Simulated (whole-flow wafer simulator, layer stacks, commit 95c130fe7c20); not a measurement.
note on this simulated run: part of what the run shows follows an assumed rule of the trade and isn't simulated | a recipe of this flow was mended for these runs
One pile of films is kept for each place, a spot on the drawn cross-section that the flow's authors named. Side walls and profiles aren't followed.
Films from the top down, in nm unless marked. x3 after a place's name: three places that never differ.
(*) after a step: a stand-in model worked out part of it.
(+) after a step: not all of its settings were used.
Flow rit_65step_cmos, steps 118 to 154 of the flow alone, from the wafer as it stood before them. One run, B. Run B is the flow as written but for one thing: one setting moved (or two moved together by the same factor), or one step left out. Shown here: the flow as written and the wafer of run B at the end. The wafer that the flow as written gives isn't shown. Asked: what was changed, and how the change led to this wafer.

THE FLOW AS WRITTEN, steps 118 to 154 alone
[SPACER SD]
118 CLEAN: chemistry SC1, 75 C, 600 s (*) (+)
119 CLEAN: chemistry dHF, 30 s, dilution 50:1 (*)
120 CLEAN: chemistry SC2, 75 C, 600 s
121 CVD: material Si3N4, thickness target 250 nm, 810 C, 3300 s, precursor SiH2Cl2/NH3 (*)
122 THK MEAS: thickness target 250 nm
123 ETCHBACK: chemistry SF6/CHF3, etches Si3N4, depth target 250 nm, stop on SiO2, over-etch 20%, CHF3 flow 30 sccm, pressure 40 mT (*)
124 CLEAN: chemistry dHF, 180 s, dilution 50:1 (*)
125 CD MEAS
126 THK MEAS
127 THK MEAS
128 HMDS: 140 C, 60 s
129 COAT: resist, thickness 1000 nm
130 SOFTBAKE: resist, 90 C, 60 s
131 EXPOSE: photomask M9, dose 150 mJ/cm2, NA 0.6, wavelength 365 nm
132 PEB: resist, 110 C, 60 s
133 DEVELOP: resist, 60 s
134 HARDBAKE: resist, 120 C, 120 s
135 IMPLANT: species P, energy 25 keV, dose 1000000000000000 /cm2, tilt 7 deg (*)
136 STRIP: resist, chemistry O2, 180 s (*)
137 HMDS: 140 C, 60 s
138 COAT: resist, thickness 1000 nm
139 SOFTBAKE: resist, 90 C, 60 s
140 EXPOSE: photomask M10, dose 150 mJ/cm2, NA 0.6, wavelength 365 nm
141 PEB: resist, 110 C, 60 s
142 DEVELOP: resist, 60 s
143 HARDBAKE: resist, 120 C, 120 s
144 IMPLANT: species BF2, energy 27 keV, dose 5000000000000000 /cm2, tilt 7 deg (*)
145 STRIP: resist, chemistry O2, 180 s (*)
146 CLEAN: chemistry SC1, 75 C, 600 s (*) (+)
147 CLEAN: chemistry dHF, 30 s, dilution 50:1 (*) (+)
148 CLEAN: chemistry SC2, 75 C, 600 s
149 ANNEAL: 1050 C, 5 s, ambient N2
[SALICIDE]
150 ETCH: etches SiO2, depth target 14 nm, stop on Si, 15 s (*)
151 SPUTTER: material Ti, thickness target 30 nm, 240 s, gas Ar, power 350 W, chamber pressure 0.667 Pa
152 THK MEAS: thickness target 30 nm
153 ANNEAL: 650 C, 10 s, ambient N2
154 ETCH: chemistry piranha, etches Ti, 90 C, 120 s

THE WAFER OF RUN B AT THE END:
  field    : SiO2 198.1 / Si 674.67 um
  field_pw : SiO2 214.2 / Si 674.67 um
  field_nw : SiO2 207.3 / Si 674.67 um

The cause: step 124, CLEAN: 137 s was run, where the flow has 180 s.

How the change led to this, step by step:
  124 CLEAN: chemistry dHF, 180 s, dilution 50:1 (*)
      gate_n: SiO2 -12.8 (as written it would be: SiO2 -14.9 (all of it))
      gate_p: SiO2 -12.8 (as written it would be: SiO2 -14.3 (all of it))
      (and at 4 more places)
  136 STRIP: resist, chemistry O2, 180 s (*)
      gate_n: nothing (as written it would be: chemical SiO2 +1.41 (new film), poly-Si -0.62)
      gate_p: resist -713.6 (all of it) (as written it would be: chemical SiO2 +1.31 (new film), resist -714.6 (all of it), poly-Si -0.58)
  146 CLEAN: chemistry SC1, 75 C, 600 s (*) (+)
      gate_n: SiO2 -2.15 (all of it) (as written it would be: chemical SiO2 -1.02, poly-Si -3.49)
      gate_p: chemical SiO2 +0.6 (new film), SiO2 -1.55 (all of it), poly-Si -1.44 (as written it would be: chemical SiO2 -1.02, poly-Si -3.49)
  147 CLEAN: chemistry dHF, 30 s, dilution 50:1 (*) (+)
      gate_n: nothing (as written it would be: chemical SiO2 -0.6 (all of it))
